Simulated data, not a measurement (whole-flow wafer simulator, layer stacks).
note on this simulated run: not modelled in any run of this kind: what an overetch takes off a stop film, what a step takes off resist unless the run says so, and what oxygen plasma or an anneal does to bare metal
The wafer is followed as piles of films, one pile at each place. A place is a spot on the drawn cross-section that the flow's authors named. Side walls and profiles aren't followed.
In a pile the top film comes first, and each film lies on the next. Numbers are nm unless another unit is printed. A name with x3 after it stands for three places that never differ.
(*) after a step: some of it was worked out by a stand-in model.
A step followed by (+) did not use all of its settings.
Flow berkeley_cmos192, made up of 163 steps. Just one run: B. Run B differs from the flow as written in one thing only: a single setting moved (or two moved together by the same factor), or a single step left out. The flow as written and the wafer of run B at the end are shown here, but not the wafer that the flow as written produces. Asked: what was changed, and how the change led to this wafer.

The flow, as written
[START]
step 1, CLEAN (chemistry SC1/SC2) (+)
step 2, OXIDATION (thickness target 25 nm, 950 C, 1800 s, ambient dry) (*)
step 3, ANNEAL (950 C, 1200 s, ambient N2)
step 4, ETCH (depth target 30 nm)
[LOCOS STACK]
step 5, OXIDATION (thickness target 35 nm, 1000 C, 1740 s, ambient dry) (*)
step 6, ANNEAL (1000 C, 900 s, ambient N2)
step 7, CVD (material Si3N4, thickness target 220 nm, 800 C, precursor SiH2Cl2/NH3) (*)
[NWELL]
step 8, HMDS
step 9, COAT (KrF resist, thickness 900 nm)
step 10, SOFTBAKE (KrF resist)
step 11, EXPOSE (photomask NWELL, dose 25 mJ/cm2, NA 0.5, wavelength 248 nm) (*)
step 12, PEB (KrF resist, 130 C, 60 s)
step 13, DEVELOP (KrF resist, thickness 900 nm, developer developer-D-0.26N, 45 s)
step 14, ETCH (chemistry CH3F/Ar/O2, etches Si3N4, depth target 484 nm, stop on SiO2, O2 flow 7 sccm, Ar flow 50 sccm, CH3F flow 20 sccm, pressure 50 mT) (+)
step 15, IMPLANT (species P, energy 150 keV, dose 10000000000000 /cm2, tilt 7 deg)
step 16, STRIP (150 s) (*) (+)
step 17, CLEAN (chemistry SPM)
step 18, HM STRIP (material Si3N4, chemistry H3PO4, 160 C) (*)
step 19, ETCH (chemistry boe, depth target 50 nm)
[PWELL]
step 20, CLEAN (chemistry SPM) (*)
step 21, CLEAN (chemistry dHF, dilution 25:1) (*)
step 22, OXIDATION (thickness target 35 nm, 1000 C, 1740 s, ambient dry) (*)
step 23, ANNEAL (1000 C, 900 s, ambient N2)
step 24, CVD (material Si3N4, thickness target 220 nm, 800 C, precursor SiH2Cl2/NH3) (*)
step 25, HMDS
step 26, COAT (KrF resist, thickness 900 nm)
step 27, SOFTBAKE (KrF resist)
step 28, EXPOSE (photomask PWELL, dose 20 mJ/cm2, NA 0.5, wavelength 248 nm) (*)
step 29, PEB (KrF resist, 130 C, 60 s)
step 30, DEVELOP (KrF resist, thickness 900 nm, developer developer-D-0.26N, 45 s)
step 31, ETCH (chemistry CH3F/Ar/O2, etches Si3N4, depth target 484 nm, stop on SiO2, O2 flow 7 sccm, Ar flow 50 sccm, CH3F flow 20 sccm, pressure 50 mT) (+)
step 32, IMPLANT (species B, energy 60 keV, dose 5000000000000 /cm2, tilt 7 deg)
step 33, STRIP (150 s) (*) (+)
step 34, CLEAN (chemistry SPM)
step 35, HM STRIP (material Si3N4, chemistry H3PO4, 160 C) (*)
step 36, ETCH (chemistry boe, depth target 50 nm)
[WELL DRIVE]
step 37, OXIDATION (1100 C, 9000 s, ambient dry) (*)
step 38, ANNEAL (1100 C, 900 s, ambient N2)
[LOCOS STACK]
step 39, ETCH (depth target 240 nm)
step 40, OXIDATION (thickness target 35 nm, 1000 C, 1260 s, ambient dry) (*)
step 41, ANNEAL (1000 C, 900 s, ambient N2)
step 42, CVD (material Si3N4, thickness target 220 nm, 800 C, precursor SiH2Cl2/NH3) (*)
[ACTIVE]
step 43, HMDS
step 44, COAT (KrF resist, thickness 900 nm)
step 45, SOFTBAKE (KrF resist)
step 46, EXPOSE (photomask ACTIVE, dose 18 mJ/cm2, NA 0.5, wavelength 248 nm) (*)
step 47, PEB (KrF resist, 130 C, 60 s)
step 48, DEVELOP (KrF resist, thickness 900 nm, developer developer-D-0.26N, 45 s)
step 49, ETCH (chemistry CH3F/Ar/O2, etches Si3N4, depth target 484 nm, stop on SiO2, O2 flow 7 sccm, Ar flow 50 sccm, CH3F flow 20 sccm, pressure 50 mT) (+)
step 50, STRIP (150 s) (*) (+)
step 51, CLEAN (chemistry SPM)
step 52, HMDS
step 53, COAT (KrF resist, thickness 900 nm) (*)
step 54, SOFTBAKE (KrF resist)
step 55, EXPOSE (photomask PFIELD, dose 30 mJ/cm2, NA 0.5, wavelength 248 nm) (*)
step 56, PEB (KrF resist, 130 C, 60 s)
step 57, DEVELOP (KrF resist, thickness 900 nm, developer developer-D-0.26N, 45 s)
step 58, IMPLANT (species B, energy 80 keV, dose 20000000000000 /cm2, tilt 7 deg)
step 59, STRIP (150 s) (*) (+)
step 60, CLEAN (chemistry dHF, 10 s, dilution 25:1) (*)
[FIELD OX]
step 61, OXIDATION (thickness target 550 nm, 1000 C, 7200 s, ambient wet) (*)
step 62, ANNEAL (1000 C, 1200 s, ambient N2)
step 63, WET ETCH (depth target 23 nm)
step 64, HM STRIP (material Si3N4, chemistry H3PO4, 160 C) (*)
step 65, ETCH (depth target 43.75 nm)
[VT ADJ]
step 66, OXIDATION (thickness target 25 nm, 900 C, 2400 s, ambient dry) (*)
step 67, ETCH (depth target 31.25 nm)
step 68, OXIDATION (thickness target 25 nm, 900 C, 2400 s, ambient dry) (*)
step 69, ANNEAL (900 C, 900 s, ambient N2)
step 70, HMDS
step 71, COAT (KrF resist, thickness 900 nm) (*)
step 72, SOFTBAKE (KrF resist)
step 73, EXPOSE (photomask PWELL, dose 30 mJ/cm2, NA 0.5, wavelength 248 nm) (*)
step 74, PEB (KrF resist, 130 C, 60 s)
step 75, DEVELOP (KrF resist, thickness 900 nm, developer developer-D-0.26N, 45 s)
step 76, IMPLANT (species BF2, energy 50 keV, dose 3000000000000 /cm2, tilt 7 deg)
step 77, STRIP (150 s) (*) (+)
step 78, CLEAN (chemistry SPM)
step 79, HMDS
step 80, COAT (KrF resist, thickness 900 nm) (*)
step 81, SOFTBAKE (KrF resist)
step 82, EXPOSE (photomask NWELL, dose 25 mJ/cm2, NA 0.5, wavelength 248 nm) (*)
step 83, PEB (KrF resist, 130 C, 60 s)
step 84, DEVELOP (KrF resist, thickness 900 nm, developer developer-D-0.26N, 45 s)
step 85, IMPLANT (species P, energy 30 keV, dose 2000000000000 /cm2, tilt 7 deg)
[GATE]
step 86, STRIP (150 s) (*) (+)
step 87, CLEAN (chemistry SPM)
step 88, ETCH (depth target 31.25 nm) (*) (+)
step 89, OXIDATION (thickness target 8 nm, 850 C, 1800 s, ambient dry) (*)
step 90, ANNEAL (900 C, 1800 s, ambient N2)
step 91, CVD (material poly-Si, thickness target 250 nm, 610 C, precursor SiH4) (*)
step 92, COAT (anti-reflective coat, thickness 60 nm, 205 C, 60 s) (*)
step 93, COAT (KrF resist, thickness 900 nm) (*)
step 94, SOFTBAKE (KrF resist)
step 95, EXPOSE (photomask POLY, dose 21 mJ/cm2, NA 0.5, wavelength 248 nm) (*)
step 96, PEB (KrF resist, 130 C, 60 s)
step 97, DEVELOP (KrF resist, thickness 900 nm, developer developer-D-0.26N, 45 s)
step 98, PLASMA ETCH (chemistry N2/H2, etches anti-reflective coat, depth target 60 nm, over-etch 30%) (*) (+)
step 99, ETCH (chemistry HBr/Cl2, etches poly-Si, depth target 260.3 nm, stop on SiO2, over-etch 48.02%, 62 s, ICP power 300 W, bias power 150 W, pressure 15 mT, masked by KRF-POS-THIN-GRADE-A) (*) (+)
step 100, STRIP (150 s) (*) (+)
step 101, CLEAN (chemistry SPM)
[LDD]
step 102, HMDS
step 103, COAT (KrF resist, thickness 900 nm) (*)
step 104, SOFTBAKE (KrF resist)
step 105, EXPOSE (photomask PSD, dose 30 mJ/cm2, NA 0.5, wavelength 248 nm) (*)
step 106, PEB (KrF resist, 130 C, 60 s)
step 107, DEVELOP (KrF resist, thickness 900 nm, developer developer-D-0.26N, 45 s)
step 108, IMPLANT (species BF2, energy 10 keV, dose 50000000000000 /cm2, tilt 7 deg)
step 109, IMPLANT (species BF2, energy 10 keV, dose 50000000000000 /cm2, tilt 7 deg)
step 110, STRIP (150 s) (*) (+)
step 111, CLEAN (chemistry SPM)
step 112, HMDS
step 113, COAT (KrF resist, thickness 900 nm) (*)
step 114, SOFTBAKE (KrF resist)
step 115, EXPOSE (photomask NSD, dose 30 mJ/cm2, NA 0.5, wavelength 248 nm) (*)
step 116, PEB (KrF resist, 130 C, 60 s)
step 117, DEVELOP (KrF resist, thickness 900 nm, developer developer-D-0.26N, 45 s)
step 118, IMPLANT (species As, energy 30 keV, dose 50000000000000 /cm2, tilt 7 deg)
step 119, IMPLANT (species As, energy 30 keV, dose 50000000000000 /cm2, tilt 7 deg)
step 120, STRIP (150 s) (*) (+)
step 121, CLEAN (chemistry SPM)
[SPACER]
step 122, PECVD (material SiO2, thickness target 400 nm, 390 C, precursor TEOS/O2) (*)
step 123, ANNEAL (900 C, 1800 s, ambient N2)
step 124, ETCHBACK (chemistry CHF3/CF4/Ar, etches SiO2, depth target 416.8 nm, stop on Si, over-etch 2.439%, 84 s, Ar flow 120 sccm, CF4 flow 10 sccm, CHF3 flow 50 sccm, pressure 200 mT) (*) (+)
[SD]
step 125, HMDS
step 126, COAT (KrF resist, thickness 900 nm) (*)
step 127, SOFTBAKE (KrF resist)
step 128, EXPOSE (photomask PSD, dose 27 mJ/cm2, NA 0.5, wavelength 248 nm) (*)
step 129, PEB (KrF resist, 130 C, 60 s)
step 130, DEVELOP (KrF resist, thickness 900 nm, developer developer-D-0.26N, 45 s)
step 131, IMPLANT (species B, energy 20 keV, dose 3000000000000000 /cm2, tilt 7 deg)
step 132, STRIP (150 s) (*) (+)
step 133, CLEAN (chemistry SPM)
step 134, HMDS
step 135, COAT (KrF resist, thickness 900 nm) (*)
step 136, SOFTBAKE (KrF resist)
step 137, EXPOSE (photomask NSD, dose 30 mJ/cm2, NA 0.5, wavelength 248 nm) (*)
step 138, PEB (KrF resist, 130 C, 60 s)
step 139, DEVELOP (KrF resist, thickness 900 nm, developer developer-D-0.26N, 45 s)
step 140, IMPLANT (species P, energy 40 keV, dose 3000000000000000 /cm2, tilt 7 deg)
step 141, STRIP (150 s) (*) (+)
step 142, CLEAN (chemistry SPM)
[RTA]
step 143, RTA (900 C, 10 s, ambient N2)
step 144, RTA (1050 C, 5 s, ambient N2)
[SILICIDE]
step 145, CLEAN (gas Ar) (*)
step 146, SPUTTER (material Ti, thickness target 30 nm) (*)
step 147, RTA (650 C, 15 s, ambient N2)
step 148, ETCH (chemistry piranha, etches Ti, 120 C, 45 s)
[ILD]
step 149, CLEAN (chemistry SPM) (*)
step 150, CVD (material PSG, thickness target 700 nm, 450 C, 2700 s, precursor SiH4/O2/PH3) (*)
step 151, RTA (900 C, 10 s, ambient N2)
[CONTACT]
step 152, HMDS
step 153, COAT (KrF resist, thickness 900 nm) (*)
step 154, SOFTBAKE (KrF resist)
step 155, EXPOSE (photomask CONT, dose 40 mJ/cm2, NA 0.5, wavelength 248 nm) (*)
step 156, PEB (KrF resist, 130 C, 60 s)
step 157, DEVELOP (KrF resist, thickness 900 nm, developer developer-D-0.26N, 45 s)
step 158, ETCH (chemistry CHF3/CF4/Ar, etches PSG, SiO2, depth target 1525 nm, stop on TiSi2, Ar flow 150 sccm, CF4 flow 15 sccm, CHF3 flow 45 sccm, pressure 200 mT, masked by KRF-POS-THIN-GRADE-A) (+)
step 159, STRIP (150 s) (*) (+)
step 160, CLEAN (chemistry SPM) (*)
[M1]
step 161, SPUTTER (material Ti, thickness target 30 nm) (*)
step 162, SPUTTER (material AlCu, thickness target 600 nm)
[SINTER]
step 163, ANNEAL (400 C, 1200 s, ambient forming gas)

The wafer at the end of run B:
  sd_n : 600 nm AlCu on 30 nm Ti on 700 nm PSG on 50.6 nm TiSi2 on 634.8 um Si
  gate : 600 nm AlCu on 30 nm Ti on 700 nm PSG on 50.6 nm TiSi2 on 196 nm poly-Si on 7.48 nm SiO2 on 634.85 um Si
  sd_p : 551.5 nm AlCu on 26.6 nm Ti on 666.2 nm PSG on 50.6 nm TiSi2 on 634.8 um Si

What caused this: step 147, RTA: 6 s was run, though the flow has 15 s.

How this came from the change, step by step:
  step 147, RTA (650 C, 15 s, ambient N2)
      sd_n, contact, m1: -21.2 Ti, +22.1 TiSi first (new film), +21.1 TiSi2 C49 (new film), -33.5 Si (as written it would have been: -23.4 Ti, +6.2 TiSi first (new film), +50.3 TiSi2 C49 (new film), -49 Si)
      gate, gate_p: -21.2 Ti, +22.1 TiSi first (new film), +21.1 TiSi2 C49 (new film), -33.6 poly-Si (as written it would have been: -23.4 Ti, +6.2 TiSi first (new film), +50.3 TiSi2 C49 (new film), -49.2 poly-Si)
      (also at 1 further place)
  step 148, ETCH (chemistry piranha, etches Ti, 120 C, 45 s)
      sd_n, gate, gate_p, contact, m1: -8.81 Ti (all of it), -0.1 TiSi first (as written it would have been: -6.6 Ti (all of it), -0.1 TiSi first)
      sd_p: -6.83 Ti (all of it), -0.1 TiSi first (as written it would have been: -6.17 Ti (all of it), -0.1 TiSi first)
  step 151, RTA (900 C, 10 s, ambient N2)
      sd_n, contact, m1: under 1 film: +50.6 TiSi2 (new film), -22 TiSi first (all of it), -21.1 TiSi2 C49 (all of it), -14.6 Si (as written it would have been: under 1 film: +55.9 TiSi2 (new film), -6.09 TiSi first (all of it), -50.3 TiSi2 C49 (all of it), -4.05 Si)
      gate, gate_p: under 1 film: +50.6 TiSi2 (new film), -22 TiSi first (all of it), -21.1 TiSi2 C49 (all of it), -14.6 poly-Si (as written it would have been: under 1 film: +55.9 TiSi2 (new film), -6.09 TiSi first (all of it), -50.3 TiSi2 C49 (all of it), -4.06 poly-Si)
      (also at 1 further place)
